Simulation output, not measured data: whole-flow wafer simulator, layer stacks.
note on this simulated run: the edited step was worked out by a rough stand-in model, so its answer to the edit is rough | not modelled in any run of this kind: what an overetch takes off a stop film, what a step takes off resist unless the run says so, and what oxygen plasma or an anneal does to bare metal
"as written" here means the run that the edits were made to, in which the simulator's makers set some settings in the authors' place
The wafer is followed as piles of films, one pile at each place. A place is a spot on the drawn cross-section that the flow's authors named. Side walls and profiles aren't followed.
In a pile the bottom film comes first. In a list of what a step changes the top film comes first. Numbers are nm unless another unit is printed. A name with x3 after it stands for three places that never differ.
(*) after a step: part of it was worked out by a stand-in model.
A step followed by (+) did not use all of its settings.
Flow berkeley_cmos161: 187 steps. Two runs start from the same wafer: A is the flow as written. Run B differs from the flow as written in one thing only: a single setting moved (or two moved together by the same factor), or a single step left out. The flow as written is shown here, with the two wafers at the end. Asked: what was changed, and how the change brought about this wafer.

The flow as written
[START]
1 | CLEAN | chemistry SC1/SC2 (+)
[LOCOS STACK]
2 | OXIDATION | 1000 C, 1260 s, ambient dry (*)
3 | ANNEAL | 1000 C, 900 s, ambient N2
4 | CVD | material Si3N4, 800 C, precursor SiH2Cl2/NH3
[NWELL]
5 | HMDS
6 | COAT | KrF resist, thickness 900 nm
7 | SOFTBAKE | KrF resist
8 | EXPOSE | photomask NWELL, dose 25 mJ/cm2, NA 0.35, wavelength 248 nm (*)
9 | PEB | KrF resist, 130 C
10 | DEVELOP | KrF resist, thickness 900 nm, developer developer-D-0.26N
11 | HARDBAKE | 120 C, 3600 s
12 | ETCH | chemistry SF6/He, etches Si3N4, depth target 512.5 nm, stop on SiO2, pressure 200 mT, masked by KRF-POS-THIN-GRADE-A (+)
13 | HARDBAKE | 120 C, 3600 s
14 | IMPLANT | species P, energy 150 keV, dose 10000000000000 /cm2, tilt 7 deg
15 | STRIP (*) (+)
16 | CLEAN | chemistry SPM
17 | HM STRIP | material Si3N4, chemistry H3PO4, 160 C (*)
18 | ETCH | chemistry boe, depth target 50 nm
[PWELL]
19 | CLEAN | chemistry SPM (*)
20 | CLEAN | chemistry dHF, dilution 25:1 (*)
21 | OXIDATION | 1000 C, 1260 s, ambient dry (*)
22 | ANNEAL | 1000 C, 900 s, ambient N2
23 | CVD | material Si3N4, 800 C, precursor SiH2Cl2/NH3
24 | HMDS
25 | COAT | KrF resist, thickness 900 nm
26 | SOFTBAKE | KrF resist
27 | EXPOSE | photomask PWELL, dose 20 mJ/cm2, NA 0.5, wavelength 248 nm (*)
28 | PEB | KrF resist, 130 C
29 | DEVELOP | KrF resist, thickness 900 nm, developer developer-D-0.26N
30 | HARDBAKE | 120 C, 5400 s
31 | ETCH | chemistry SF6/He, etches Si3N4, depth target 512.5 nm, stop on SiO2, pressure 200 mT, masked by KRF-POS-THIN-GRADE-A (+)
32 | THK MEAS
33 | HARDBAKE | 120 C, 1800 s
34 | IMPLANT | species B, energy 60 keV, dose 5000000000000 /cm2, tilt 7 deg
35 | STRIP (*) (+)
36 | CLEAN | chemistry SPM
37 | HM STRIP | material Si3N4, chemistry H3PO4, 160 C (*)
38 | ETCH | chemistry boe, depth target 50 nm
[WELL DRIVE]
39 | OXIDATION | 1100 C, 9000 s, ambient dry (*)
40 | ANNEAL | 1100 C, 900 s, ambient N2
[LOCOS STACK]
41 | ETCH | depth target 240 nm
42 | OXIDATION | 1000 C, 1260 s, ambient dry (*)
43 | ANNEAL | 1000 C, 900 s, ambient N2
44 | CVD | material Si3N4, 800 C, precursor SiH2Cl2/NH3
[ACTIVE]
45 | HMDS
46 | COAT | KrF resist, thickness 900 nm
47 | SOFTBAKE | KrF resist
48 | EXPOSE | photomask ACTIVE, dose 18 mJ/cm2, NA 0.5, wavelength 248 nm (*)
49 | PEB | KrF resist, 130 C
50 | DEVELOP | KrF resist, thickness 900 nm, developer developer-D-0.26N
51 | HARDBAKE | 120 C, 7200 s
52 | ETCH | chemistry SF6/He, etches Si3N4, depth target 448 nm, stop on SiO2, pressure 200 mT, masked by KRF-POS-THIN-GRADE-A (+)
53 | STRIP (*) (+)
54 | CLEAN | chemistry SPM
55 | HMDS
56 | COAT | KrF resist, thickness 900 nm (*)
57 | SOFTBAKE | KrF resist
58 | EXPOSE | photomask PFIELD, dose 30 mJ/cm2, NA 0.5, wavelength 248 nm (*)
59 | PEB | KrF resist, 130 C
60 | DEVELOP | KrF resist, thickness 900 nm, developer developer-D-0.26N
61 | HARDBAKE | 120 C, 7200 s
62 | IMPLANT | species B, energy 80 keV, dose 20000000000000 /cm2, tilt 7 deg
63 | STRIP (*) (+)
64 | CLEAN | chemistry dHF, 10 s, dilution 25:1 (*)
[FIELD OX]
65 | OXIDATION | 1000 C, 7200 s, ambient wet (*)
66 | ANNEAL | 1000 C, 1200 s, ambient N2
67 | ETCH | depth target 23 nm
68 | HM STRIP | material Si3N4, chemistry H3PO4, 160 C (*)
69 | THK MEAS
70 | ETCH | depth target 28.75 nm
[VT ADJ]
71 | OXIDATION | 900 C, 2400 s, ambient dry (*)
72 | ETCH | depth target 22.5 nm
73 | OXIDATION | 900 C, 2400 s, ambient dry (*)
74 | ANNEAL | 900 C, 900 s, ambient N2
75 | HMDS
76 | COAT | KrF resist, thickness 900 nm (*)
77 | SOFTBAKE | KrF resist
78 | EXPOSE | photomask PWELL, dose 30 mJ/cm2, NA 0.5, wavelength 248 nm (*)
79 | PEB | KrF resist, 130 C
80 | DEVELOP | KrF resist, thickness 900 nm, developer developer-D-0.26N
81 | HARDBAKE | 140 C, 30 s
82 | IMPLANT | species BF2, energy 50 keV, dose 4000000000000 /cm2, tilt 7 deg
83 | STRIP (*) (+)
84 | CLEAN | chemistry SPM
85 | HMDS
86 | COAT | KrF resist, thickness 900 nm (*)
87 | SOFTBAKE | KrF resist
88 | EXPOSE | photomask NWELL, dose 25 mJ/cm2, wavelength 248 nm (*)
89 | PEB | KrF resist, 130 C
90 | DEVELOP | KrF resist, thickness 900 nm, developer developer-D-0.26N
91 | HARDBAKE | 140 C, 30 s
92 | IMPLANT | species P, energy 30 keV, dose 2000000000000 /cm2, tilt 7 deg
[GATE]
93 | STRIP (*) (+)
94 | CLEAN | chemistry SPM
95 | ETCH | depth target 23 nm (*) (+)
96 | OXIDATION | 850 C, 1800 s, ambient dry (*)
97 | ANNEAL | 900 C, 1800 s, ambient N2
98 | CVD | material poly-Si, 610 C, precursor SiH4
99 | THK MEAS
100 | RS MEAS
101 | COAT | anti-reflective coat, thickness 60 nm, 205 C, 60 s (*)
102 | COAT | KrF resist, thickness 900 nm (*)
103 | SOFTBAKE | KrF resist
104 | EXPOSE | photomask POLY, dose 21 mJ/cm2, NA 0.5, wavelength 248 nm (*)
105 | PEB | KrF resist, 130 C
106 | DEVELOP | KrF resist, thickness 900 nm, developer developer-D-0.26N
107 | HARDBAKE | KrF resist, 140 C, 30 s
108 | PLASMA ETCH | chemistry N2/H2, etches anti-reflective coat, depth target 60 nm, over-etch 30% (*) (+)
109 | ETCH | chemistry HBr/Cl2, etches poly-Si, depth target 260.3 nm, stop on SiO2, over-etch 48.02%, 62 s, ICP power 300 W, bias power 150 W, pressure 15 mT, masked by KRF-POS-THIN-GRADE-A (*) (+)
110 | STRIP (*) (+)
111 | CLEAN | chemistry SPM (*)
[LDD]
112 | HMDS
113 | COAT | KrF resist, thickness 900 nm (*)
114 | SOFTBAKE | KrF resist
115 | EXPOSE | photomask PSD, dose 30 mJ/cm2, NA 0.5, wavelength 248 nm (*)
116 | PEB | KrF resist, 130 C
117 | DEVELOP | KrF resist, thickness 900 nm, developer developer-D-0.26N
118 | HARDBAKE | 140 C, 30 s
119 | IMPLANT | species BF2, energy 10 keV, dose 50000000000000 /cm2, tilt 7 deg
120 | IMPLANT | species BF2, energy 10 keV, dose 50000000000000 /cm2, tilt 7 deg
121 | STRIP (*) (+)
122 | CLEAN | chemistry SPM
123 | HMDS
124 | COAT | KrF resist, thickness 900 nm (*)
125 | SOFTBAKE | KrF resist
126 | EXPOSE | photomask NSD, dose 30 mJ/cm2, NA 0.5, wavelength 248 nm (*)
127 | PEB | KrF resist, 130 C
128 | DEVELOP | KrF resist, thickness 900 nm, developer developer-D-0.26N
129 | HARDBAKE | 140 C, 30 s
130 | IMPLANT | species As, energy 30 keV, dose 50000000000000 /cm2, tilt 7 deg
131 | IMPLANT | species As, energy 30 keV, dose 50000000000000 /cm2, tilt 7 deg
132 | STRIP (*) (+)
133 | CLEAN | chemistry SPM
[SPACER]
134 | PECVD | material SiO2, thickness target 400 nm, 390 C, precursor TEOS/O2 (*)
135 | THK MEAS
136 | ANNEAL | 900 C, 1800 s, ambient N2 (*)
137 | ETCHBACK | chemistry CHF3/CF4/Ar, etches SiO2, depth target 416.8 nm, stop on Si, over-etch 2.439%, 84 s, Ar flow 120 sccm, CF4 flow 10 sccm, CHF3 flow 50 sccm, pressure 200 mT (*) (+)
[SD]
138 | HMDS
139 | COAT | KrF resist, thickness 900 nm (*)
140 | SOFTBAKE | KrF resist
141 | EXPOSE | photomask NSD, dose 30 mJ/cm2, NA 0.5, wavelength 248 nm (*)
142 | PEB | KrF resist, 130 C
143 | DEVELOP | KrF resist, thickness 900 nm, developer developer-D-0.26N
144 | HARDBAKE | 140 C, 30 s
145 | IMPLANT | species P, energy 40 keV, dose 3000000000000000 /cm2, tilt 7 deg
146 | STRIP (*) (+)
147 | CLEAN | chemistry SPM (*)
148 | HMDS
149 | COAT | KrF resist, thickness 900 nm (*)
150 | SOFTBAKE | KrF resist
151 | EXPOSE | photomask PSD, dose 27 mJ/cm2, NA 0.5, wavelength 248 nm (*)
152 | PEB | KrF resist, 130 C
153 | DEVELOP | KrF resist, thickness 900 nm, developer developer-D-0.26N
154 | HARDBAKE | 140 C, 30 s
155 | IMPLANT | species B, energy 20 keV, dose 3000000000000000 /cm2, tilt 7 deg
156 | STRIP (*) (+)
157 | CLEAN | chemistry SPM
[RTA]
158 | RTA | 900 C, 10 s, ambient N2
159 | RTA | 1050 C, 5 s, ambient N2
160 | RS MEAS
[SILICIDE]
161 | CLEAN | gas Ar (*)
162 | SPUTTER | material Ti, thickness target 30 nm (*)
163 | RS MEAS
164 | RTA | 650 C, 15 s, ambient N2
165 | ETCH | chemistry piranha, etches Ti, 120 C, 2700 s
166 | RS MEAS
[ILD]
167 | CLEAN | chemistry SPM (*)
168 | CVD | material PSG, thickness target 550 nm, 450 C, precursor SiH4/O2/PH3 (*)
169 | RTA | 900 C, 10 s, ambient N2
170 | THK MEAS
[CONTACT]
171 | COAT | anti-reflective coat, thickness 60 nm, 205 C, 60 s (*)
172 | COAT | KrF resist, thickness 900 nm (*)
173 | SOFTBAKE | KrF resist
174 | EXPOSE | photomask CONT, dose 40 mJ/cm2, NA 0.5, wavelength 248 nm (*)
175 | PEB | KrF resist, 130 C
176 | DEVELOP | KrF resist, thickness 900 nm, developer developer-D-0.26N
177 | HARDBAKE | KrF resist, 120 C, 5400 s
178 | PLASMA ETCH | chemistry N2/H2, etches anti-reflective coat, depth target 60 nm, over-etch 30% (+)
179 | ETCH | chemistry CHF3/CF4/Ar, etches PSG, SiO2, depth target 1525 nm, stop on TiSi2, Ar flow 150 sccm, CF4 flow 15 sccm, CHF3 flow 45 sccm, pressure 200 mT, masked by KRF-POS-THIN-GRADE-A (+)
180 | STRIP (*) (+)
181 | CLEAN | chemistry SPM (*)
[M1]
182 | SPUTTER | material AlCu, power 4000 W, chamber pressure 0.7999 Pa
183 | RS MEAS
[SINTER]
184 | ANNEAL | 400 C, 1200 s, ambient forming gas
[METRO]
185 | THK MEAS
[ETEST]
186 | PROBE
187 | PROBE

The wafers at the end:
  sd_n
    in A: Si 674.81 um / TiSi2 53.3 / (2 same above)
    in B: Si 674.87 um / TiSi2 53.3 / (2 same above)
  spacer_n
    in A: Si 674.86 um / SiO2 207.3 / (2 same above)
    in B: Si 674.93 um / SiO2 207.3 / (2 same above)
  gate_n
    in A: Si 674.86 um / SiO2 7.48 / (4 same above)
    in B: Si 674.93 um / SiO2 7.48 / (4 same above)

Cause: step 39, OXIDATION: 935 C was run, though the flow has 1100 C.

Step by step, how the change led to this:
  39 | OXIDATION | 1100 C, 9000 s, ambient dry (*)
      field, sd_n, spacer_n and 6 more: A +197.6 SiO2 (new film), -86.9 Si | B +50.5 SiO2 (new film), -22.2 Si
  41 | ETCH | depth target 240 nm
      field, sd_n, spacer_n and 6 more: A -197.6 SiO2 (all of it) | B -50.5 SiO2 (all of it)
